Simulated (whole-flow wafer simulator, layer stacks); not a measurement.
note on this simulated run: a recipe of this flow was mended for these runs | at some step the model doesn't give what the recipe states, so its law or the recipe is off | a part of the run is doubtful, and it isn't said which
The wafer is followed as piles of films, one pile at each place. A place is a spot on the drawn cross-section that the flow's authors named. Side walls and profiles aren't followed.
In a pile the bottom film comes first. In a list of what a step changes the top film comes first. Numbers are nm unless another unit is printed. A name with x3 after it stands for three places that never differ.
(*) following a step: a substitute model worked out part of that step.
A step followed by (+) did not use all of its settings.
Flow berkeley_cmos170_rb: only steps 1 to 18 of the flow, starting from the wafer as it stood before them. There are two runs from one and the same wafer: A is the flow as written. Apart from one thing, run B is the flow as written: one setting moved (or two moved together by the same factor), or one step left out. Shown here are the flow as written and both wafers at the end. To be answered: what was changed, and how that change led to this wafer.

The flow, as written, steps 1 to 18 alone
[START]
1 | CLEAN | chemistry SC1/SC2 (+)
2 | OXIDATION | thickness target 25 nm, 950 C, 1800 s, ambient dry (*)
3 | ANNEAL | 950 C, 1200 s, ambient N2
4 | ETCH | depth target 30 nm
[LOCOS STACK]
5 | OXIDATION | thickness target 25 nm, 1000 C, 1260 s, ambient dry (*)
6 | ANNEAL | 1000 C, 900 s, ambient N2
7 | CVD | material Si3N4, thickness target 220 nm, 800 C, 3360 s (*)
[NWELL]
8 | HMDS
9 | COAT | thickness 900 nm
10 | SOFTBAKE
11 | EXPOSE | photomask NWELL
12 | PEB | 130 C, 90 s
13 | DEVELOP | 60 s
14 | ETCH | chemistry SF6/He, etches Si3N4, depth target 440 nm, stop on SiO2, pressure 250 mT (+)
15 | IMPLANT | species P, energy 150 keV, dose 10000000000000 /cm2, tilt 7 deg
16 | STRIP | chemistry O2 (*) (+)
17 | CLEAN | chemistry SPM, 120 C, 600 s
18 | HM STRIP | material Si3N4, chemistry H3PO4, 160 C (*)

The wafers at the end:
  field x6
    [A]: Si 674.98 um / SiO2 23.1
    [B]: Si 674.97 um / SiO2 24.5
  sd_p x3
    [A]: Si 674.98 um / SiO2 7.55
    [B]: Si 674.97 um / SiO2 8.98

What caused this: step 2, OXIDATION: thickness target 60 nm was run, though the flow has thickness target 25 nm; step 2, OXIDATION: 4320 s was run, where the flow has 1800 s.

How this came from the change, step by step:
  2 | OXIDATION | thickness target 25 nm, 950 C, 1800 s, ambient dry (*)
      field x6, sd_p x3: A +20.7 SiO2 (new film), -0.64 chemical SiO2 (all of it), -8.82 Si | B +35.8 SiO2 (new film), -0.64 chemical SiO2 (all of it), -15.5 Si
  4 | ETCH | depth target 30 nm
      field x6, sd_p x3: A -20.7 SiO2 (all of it) | B -30 SiO2
  5 | OXIDATION | thickness target 25 nm, 1000 C, 1260 s, ambient dry (*)
      field x6, sd_p x3: A +26.6 SiO2 (new film), -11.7 Si | B +22.2 SiO2, -9.76 Si
